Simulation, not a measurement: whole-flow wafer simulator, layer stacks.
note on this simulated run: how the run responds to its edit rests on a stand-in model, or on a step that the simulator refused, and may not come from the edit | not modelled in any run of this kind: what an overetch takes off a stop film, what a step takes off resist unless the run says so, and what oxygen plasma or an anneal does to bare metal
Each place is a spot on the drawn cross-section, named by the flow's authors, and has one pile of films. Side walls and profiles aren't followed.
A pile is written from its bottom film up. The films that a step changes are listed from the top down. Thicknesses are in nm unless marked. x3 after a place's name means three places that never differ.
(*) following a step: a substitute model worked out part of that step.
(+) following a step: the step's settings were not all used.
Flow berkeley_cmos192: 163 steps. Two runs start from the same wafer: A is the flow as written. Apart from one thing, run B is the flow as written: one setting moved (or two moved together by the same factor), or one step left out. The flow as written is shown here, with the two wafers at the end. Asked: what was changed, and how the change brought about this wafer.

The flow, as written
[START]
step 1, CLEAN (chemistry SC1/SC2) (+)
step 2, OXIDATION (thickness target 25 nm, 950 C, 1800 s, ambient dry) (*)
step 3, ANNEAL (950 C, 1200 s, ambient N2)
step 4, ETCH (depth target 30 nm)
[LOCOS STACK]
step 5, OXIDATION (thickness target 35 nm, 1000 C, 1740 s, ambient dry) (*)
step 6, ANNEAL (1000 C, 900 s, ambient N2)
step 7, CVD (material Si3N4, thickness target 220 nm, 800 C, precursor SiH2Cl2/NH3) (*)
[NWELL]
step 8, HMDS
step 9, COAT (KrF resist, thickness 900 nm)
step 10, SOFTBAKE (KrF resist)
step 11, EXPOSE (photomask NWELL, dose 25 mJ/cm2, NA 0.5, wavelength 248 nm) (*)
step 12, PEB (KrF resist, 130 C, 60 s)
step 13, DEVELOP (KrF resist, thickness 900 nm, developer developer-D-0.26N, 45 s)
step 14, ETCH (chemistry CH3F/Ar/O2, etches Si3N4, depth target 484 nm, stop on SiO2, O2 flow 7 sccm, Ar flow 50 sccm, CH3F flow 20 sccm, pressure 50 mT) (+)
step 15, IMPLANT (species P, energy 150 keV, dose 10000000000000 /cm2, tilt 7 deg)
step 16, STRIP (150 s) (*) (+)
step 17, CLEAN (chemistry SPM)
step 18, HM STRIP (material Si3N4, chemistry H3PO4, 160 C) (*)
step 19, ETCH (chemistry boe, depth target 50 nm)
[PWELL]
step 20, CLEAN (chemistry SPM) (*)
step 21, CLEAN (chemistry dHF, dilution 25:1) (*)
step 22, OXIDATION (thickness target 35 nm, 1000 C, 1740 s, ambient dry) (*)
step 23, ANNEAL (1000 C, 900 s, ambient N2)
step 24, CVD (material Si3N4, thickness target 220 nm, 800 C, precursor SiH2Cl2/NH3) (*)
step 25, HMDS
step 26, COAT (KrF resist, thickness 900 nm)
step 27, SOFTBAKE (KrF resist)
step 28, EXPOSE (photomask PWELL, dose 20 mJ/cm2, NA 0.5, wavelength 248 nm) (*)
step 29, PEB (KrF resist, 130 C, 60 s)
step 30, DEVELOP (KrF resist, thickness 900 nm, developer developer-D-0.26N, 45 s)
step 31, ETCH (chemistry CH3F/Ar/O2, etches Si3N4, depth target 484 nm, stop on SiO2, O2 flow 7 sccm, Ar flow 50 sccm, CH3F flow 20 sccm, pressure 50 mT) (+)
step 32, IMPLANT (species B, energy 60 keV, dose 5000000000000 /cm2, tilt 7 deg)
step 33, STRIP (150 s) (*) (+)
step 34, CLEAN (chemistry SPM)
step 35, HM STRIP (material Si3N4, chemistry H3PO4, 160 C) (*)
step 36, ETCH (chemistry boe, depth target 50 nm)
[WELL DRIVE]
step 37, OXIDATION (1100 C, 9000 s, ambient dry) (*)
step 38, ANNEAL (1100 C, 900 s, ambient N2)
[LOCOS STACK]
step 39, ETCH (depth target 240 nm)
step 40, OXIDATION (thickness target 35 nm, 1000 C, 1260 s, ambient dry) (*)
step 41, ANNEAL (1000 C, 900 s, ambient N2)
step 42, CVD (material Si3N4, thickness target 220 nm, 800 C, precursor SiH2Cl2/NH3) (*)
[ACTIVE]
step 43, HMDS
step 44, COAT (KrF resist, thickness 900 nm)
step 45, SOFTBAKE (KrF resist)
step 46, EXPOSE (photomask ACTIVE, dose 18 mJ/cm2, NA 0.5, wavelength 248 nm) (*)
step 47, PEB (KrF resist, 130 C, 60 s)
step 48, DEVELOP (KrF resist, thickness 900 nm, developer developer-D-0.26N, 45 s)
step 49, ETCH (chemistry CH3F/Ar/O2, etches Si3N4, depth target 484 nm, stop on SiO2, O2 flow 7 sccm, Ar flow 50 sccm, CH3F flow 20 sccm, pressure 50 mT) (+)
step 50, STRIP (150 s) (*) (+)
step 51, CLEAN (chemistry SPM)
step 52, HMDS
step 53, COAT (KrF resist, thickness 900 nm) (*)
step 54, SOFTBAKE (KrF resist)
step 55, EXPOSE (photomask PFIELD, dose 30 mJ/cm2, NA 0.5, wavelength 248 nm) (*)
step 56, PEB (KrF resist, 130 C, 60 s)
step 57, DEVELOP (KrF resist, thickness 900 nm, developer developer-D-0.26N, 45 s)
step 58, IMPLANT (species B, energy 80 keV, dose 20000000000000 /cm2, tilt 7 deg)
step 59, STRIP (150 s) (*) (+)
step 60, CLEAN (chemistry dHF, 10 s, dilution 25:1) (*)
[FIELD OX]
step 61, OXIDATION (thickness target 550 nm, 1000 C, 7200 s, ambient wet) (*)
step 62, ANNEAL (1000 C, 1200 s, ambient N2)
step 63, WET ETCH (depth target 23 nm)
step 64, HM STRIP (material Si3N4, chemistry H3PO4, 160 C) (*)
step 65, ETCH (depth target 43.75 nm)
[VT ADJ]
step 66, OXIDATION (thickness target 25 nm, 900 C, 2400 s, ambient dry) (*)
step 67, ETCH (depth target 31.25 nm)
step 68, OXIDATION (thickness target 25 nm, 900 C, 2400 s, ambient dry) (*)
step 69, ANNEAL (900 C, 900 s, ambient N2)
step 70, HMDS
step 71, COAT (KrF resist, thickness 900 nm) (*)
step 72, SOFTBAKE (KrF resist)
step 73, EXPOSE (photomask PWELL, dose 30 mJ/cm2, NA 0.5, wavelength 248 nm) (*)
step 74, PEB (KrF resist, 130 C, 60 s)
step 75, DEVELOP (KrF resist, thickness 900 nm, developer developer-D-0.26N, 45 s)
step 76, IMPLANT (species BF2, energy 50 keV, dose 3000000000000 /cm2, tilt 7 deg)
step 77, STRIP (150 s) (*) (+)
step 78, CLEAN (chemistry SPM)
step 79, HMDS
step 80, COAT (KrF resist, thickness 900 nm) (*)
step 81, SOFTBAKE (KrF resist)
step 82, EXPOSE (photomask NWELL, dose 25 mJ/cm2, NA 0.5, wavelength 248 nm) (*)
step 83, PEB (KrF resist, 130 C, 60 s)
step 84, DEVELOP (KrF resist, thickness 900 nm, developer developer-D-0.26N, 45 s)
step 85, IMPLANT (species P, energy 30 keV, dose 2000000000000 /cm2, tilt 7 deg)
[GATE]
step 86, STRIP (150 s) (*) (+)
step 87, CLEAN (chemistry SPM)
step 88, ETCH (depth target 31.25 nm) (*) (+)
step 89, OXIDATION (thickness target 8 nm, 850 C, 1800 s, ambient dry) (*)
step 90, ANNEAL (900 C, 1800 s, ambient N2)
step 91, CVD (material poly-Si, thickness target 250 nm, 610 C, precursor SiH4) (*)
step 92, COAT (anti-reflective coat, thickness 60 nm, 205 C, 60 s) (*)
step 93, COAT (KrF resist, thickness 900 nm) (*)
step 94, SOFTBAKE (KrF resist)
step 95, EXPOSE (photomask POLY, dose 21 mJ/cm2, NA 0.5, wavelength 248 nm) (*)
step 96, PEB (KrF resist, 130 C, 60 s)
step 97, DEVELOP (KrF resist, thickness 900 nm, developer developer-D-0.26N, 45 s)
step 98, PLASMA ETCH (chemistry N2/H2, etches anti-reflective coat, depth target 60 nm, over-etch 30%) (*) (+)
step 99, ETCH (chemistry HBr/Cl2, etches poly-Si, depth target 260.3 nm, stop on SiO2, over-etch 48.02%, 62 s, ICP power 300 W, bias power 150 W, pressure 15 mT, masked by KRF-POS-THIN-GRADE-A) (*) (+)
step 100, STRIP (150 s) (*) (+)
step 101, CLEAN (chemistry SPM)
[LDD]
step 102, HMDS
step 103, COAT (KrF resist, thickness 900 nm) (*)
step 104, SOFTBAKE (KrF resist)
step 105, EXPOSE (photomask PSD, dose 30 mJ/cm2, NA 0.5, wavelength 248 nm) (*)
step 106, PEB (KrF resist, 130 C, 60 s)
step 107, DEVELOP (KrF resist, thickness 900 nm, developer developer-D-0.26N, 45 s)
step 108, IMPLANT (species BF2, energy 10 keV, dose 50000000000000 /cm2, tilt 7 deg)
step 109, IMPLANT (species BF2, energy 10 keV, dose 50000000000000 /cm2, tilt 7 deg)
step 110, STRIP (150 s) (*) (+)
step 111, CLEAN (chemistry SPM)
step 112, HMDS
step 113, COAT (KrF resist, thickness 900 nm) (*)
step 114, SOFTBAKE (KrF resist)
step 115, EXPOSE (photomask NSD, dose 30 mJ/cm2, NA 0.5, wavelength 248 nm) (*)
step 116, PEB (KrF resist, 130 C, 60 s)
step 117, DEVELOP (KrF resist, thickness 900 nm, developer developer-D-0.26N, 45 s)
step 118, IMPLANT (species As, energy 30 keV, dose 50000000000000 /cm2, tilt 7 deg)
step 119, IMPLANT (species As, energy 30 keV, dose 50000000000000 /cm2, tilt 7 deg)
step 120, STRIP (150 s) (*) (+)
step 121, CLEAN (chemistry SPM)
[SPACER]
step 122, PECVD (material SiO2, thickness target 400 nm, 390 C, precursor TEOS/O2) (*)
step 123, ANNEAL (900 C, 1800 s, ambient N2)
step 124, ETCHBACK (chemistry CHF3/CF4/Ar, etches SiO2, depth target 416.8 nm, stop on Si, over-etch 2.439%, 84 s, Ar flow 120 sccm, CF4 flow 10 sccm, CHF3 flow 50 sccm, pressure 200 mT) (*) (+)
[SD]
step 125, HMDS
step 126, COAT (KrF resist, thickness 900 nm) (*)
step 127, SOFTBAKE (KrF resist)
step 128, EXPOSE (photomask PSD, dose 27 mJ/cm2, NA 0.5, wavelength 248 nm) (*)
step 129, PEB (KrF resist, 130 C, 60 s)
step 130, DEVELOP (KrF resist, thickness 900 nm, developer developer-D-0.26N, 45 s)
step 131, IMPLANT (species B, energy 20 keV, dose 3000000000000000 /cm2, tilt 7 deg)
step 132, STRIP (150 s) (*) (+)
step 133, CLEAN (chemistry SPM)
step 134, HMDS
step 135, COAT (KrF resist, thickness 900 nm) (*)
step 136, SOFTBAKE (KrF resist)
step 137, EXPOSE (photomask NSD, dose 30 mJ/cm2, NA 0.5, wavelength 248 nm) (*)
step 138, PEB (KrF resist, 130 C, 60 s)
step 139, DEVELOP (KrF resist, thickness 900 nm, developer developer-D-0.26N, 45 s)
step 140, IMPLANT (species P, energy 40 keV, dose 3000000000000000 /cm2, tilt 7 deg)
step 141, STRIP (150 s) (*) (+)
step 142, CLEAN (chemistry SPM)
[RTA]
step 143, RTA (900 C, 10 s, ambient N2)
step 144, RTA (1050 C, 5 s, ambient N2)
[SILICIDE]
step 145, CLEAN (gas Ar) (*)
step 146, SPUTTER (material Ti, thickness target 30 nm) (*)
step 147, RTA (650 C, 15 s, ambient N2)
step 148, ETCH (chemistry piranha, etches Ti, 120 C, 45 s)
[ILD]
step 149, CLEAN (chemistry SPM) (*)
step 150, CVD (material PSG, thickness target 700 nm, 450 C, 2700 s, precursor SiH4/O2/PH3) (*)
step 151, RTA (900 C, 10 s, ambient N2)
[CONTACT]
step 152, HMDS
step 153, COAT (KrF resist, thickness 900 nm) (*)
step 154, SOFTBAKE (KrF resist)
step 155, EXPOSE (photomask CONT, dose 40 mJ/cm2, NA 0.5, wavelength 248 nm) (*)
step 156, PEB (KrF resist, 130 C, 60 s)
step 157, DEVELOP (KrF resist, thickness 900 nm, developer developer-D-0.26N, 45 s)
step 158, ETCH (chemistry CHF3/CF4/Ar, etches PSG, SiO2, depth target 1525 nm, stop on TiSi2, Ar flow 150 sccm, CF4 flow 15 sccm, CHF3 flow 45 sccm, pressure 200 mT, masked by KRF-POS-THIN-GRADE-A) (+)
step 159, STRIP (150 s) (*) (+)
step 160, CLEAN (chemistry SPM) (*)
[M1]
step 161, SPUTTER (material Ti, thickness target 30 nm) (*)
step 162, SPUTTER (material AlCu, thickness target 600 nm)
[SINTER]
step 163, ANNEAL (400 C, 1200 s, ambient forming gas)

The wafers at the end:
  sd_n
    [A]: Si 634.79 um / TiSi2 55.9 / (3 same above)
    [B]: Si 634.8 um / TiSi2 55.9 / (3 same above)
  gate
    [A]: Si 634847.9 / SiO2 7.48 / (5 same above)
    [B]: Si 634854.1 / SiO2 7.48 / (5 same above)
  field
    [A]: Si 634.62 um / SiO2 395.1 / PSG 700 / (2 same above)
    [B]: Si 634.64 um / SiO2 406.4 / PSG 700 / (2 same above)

What caused this: step 39, ETCH: depth target 154 nm was run, whereas the flow has depth target 240 nm.

Step by step, how the change led to this:
  step 39, ETCH (depth target 240 nm)
      field, sd_n, spacer_n and 6 more: A SiO2 loses 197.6 (all of it) | B SiO2 loses 154
  step 40, OXIDATION (thickness target 35 nm, 1000 C, 1260 s, ambient dry) (*)
      field, sd_n, spacer_n and 6 more: A SiO2 gains 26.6 (new film), Si loses 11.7 | B SiO2 gains 16.4, Si loses 7.23
  step 61, OXIDATION (thickness target 550 nm, 1000 C, 7200 s, ambient wet) (*)
      gate: A SiO2 gains 12.1 (new film), Si3N4 loses 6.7, SiO2 gains 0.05, Si loses 0.05 | B SiO2 gains 12.1 (new film), Si3N4 loses 6.7
      field: A SiO2 gains 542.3, Si loses 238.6 | B SiO2 gains 520.3, Si loses 228.9
      (as well as at 2 more places)
  step 65, ETCH (depth target 43.75 nm)
      sd_n, spacer_n, gate, sd_p, spacer_p, gate_p, contact, m1: A SiO2 loses 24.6 (all of it) | B SiO2 loses 43.8
  step 66, OXIDATION (thickness target 25 nm, 900 C, 2400 s, ambient dry) (*)
      spacer_n, gate, spacer_p, gate_p, contact, m1: A SiO2 gains 14.9 (new film), Si loses 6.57 | B SiO2 gains 11.1, Si loses 4.9
      sd_n: A SiO2 gains 14.9 (new film), Si loses 6.57 | B SiO2 gains 10.5, Si loses 4.62
      (as well as at 1 more place)
  step 67, ETCH (depth target 31.25 nm)
      spacer_n, gate, spacer_p, gate_p, contact, m1: A SiO2 loses 14.9 (all of it) | B SiO2 loses 25.4 (all of it)
      sd_n: A SiO2 loses 14.9 (all of it) | B SiO2 loses 29.2 (all of it)
      (as well as at 1 more place)
  step 92, COAT (anti-reflective coat, thickness 60 nm, 205 C, 60 s) (*)
      sd_n: A anti-reflective coat gains 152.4 (new film) | B anti-reflective coat gains 168.2 (new film)
      spacer_n: A anti-reflective coat gains 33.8 (new film) | B anti-reflective coat gains 28.2 (new film)
      (as well as at 6 more places)
  step 98, PLASMA ETCH (chemistry N2/H2, etches anti-reflective coat, depth target 60 nm, over-etch 30%) (*) (+)
      field: A anti-reflective coat loses 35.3 (all of it), poly-Si loses 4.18 | B anti-reflective coat loses 35.5 (all of it), poly-Si loses 4.69
      sd_n: A anti-reflective coat loses 152.4 (all of it), poly-Si loses 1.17 | B anti-reflective coat loses 168.2 (all of it), poly-Si loses 1.29
      (as well as at 5 more places)
  step 100, STRIP (150 s) (*) (+)
      gate: A chemical SiO2 gains 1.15 (new film), KrF resist loses 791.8 (all of it), anti-reflective coat loses 30 (all of it), poly-Si loses 0.51 | B chemical SiO2 gains 1.15 (new film), KrF resist loses 809.2 (all of it), anti-reflective coat loses 24 (all of it), poly-Si loses 0.51
      gate_p: A chemical SiO2 gains 1.15 (new film), KrF resist loses 765.1 (all of it), anti-reflective coat loses 31 (all of it), poly-Si loses 0.51 | B chemical SiO2 gains 1.15 (new film), KrF resist loses 776.2 (all of it), anti-reflective coat loses 26.6 (all of it), poly-Si loses 0.51
  step 147, RTA (650 C, 15 s, ambient N2)
      sd_p: A Ti loses 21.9, TiSi first gains 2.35 (new film), TiSi2 C49 gains 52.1 (new film), Si loses 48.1 | B Ti loses 21.6, TiSi first gains 1.76 (new film), TiSi2 C49 gains 52.4 (new film), Si loses 47.9
  step 151, RTA (900 C, 10 s, ambient N2)
      sd_p: A under 1 film: TiSi2 gains 52.2 (new film), TiSi first loses 2.25 (all of it), TiSi2 C49 loses 52.1 (all of it), Si loses 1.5 | B under 1 film: TiSi2 gains 51.6 (new film), TiSi first loses 1.65 (all of it), TiSi2 C49 loses 52.4 (all of it), Si loses 1.1
  step 162, SPUTTER (material AlCu, thickness target 600 nm)
      sd_p: A AlCu gains 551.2 (new film) | B AlCu gains 539.2 (new film)
